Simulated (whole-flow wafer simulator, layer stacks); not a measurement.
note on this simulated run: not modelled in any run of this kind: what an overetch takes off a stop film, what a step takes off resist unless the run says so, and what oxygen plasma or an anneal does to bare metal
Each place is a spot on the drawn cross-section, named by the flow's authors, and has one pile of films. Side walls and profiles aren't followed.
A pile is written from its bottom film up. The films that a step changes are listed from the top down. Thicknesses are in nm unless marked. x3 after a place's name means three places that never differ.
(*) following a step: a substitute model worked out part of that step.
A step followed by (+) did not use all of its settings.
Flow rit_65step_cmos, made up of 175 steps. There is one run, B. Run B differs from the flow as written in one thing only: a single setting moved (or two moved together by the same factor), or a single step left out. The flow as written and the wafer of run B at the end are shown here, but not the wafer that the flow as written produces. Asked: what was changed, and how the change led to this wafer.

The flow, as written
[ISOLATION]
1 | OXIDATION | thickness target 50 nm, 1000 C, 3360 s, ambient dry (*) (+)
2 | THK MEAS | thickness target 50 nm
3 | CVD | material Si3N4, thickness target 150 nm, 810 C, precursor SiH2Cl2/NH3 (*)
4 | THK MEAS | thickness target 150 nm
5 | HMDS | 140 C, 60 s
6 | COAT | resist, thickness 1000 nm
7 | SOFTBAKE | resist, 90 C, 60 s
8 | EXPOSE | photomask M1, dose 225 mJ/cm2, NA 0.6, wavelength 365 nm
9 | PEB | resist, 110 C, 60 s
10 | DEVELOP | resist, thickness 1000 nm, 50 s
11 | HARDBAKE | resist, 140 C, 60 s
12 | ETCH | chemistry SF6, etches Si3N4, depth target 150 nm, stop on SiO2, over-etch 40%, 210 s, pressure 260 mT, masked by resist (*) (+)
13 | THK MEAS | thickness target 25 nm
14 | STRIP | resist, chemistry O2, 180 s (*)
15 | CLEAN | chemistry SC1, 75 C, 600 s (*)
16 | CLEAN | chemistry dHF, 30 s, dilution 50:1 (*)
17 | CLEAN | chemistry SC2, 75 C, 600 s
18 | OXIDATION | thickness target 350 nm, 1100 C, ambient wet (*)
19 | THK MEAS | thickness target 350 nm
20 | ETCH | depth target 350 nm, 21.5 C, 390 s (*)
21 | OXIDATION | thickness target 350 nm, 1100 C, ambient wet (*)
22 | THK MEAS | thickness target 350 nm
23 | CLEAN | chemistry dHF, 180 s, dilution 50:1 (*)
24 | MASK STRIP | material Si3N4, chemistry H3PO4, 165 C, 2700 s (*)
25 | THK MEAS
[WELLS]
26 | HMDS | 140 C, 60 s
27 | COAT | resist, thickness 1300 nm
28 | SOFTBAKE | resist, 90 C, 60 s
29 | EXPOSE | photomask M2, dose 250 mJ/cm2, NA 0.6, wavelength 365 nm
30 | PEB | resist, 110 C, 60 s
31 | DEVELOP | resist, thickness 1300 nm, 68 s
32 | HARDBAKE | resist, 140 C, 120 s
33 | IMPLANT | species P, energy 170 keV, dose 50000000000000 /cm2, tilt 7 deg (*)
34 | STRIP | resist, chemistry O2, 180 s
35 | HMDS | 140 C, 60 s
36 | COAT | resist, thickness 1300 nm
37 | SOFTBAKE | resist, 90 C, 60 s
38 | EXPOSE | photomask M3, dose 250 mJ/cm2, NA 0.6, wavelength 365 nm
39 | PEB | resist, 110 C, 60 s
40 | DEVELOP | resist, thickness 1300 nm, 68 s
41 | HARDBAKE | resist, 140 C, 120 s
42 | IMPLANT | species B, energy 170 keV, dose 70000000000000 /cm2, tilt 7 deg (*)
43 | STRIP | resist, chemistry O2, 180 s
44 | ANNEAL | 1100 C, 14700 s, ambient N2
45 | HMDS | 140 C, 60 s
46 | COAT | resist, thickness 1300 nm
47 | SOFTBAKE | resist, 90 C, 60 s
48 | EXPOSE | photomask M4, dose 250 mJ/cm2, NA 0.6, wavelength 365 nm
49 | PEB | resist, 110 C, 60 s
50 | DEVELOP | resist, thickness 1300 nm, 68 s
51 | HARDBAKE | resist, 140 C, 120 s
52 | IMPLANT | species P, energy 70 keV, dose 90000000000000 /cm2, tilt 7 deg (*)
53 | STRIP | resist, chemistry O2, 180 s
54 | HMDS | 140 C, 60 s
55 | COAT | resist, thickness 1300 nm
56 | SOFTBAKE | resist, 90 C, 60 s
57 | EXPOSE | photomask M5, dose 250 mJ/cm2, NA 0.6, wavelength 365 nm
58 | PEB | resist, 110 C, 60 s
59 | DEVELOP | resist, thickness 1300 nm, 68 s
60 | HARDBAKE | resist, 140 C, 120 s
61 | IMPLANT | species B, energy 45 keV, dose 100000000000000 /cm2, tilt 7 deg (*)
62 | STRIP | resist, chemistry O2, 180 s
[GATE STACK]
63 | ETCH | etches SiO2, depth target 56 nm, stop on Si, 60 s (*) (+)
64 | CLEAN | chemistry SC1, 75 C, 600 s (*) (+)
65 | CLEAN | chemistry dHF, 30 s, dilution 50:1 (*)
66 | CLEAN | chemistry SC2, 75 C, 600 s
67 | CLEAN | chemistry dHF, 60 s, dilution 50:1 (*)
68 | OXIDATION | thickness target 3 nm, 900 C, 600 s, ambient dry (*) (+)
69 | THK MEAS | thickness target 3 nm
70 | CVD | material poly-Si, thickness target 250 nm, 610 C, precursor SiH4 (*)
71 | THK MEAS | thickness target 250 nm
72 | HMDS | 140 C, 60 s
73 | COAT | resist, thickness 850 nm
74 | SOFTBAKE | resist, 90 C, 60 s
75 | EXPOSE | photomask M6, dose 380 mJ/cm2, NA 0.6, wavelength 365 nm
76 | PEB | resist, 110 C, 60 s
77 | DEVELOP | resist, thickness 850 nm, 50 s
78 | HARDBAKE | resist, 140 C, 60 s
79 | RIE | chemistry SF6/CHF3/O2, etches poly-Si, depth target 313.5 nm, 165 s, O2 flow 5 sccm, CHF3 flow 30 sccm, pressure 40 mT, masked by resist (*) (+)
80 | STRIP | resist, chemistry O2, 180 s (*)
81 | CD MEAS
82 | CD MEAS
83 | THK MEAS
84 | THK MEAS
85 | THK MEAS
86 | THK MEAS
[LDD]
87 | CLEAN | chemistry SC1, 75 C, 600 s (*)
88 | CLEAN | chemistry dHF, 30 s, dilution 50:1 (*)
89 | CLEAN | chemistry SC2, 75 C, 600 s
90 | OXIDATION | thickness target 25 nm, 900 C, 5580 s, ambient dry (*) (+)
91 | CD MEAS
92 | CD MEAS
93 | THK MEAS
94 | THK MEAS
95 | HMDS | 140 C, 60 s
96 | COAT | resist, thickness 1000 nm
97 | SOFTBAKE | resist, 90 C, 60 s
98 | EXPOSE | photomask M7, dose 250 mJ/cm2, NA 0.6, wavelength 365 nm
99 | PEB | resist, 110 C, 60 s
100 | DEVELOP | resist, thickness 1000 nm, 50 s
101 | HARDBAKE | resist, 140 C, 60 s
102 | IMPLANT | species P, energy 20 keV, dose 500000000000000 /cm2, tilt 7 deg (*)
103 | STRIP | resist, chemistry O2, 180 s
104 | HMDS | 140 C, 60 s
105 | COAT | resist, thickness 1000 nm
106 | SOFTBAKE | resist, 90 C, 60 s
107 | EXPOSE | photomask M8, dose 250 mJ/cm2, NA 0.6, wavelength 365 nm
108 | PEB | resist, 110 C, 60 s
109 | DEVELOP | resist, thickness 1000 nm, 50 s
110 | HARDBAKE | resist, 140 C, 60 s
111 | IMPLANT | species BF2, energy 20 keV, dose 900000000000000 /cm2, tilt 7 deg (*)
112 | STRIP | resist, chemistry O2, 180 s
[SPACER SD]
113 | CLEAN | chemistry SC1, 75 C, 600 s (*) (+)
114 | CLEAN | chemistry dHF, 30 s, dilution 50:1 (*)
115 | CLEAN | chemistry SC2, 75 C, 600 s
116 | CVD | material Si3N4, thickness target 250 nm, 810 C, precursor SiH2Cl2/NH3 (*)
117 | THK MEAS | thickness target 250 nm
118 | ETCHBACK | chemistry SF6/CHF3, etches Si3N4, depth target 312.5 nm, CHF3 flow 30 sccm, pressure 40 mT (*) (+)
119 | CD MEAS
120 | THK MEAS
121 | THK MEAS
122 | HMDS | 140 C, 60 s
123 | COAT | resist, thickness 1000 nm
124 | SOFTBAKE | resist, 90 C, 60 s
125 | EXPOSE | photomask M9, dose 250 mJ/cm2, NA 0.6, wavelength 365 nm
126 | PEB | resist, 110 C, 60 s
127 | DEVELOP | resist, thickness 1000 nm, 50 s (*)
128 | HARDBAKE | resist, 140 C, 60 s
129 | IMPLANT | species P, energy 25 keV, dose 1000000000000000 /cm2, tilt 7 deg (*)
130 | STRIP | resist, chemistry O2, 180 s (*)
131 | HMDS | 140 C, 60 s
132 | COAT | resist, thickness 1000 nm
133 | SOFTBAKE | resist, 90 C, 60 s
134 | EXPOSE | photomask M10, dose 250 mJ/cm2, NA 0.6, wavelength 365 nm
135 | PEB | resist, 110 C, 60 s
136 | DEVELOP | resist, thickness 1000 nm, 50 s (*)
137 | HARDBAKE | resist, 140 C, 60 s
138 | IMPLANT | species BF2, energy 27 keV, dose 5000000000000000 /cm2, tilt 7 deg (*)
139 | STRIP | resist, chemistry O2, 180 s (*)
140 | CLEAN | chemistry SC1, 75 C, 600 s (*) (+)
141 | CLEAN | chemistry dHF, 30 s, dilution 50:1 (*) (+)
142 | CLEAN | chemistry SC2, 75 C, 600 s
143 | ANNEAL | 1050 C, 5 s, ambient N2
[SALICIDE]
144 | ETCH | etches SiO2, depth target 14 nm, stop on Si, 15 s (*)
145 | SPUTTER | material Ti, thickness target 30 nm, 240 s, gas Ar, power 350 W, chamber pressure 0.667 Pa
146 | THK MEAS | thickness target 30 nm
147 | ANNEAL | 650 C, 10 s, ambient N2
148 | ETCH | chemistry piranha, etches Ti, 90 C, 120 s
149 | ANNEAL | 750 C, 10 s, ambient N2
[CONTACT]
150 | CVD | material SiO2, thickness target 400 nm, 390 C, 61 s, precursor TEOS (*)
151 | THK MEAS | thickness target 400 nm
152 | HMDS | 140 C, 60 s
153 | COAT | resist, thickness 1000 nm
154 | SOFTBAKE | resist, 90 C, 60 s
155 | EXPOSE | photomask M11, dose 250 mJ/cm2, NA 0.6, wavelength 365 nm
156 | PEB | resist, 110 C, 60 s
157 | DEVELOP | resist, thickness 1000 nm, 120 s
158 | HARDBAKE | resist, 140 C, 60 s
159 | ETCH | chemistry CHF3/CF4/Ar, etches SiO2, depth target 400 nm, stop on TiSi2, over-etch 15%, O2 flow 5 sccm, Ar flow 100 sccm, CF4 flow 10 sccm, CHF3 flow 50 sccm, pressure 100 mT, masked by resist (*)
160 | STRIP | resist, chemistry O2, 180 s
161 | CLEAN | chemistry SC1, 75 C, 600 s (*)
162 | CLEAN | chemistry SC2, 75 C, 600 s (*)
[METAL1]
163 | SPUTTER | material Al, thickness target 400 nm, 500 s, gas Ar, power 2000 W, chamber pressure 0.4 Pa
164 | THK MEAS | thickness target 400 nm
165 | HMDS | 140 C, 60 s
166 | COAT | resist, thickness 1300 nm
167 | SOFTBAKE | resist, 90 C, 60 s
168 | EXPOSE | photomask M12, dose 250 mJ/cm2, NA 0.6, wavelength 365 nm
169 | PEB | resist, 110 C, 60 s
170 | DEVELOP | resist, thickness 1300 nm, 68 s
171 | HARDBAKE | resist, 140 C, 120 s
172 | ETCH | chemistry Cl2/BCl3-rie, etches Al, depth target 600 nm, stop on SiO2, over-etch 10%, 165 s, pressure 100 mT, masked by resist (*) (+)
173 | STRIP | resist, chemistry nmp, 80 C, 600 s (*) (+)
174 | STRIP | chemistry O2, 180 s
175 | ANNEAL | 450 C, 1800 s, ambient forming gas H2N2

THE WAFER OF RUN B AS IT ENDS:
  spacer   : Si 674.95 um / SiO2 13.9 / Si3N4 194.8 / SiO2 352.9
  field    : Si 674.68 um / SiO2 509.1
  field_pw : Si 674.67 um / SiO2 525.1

What caused this: step 163, SPUTTER: power 1580 W was run, whereas the flow has power 2000 W.

The path from the change to this, step by step:
  163 | SPUTTER | material Al, thickness target 400 nm, 500 s, gas Ar, power 2000 W, chamber pressure 0.4 Pa
      field, field_p, spacer, spacer_p: Al gains 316 (new film) (in the flow as written it would be: Al gains 400 (new film))
      gate_n, gate_p: Al gains 316 (new film) (in the flow as written it would be: Al gains 396 (new film))
      (as well as at 2 more places)
  172 | ETCH | chemistry Cl2/BCl3-rie, etches Al, depth target 600 nm, stop on SiO2, over-etch 10%, 165 s, pressure 100 mT, masked by resist (*) (+)
      field, field_p, spacer, spacer_p: Al loses 316 (all of it), SiO2 loses 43 (in the flow as written it would be: Al loses 400 (all of it), SiO2 loses 32.5)
      gate_n, gate_p: Al loses 316 (all of it), SiO2 loses 43 (in the flow as written it would be: Al loses 396 (all of it), SiO2 loses 33)
      (as well as at 2 more places)
